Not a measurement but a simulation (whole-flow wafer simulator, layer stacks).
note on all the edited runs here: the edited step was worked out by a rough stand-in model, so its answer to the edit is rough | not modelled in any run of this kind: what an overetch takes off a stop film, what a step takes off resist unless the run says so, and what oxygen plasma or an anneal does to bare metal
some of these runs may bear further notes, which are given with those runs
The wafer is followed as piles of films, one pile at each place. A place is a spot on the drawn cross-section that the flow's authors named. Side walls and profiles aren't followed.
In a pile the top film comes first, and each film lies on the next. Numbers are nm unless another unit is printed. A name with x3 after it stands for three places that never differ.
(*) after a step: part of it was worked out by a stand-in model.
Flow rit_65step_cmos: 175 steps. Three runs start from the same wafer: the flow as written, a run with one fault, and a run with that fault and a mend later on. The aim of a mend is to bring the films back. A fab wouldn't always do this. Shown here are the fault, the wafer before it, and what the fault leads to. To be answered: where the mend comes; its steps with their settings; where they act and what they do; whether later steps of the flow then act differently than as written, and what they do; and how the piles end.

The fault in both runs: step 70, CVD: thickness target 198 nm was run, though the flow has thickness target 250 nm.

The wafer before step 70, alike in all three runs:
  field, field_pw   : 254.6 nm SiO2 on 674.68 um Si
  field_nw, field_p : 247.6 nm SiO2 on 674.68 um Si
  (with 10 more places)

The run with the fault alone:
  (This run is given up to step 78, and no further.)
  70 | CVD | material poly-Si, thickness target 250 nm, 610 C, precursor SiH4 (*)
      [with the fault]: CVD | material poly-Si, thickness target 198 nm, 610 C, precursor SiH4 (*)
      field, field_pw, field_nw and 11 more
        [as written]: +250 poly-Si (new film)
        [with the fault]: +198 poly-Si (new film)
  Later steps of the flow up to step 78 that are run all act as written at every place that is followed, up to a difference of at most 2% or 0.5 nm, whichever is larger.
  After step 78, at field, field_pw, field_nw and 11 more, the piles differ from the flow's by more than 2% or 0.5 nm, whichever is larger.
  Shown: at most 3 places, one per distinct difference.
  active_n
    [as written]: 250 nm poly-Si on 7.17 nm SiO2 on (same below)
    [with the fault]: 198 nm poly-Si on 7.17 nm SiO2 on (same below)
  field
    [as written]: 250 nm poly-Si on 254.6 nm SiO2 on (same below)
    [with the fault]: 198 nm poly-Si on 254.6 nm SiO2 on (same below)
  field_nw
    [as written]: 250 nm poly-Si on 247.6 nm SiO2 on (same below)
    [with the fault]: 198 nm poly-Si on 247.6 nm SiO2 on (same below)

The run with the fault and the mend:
  The mend follows step 71.
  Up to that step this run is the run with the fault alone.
  71a | ETCH | chemistry tmah, depth target 227.7 nm
      field, field_pw, field_nw and 11 more
        -198 poly-Si (all of it)
  71b | CLEAN | chemistry SC2, 75 C, 600 s (a further turn of the flow's step 66)
      leaves every film unchanged at each place that is followed
  71c | CVD | material poly-Si, thickness target 250 nm, 610 C, precursor SiH4 (*) (a further turn of the flow's step 70)
      field, field_pw, field_nw and 11 more
        +250 poly-Si (new film)
  Later steps of the flow that are run all act as written at every place that is followed.
  By the end, the piles equal the flow's at every place that both follow.
